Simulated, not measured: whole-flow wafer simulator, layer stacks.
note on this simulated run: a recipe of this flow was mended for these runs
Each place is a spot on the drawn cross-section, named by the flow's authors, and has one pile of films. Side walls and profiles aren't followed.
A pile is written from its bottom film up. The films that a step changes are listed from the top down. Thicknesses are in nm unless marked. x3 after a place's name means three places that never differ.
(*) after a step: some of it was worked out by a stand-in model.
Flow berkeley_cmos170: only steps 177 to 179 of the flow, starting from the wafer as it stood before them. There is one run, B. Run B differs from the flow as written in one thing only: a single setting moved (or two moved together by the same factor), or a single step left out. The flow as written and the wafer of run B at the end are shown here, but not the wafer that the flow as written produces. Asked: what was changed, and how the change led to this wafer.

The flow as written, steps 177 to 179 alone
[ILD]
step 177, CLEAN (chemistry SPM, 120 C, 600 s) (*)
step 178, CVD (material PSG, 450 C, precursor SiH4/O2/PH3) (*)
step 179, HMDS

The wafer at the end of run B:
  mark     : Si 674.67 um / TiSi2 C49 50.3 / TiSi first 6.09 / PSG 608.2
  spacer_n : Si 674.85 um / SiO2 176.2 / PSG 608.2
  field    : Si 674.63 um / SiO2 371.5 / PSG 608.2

What caused this: step 178, CVD: 429 C was run, though the flow has 450 C.

The path from the change to this, step by step:
  step 178, CVD (material PSG, 450 C, precursor SiH4/O2/PH3) (*)
      field, mark, sd_n and 10 more: PSG gains 608.2 (new film) (in the flow as written it would be: PSG gains 700 (new film))
